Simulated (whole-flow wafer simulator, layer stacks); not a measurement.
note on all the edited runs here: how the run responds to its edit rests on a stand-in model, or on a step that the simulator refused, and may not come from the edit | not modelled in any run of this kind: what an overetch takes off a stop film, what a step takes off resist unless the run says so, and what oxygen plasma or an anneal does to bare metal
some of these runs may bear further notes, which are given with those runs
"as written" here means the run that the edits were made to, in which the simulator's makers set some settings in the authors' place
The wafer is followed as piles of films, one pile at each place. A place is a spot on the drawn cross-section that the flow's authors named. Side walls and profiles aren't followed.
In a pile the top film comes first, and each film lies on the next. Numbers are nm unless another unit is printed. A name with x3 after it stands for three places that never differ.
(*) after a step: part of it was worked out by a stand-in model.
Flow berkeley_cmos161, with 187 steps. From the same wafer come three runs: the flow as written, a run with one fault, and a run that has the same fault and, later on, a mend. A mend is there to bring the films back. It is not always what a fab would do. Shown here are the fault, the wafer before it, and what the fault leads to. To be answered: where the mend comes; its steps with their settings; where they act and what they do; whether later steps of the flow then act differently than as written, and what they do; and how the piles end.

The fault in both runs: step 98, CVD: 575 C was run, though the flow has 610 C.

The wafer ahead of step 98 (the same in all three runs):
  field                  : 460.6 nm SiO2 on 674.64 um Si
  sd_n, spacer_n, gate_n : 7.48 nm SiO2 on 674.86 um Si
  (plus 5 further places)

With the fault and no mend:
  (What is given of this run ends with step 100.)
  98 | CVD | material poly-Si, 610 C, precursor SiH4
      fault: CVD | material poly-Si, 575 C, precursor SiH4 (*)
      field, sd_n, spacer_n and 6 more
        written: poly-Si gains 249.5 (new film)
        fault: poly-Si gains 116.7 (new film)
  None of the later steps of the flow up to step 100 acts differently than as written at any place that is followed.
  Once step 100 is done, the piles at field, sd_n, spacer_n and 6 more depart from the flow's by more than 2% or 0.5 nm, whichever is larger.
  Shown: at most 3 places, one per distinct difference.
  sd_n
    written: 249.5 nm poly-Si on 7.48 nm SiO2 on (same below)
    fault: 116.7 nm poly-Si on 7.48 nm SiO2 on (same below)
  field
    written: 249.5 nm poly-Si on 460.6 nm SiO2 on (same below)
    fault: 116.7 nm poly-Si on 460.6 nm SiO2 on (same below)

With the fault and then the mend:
  The mend stands after step 100.
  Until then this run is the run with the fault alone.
  100a | CVD | material poly-Si, 610 C, precursor SiH4 (*) (the flow's step 98 again, with other settings that aren't printed)
      field, sd_n, spacer_n and 6 more
        poly-Si gains 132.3
  None of the later steps of the flow differs from how it acts as written, at any place that is followed, by more than 2% or 0.5 nm, whichever is larger.
  When the end is reached, the piles differ only a little from the flow's at the places that both follow, at most by 2% or 0.5 nm, whichever is larger.
